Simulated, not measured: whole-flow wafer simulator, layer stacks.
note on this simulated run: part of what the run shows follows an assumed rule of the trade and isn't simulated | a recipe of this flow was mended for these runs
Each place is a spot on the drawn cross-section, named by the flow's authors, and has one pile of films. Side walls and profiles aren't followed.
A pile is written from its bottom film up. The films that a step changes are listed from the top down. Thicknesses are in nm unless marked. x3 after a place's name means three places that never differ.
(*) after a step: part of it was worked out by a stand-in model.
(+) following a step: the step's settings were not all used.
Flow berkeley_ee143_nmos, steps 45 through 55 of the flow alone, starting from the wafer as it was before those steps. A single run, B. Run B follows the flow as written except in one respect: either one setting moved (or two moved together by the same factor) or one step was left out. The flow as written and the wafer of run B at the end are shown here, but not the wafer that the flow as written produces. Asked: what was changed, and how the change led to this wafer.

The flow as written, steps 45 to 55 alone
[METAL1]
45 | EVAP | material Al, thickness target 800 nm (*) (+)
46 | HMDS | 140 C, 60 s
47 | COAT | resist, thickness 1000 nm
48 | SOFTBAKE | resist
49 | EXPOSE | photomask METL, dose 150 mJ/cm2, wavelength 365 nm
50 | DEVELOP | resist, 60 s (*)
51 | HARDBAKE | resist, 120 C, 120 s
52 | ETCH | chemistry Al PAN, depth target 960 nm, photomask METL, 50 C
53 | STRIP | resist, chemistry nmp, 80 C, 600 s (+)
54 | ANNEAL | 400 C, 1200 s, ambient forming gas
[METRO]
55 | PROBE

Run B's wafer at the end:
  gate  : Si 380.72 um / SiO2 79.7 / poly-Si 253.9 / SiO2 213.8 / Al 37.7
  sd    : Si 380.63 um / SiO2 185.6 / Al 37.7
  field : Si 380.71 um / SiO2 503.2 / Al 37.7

Cause: step 52, ETCH: depth target 749 nm was run, while the flow as written has depth target 960 nm.

Step by step, how the change led to this:
  52 | ETCH | chemistry Al PAN, depth target 960 nm, photomask METL, 50 C
      gate, sd, field: Al loses 749 (it would be, as written: Al loses 786.7 (all of it))
Taking metal films that touch as one body, gate has 1 body; the flow as written gives 0 bodies.
Taking metal films that touch as one body, sd has 1 body; the flow as written gives 0 bodies.
Taking metal films that touch as one body, field has 1 body; the flow as written gives 0 bodies.
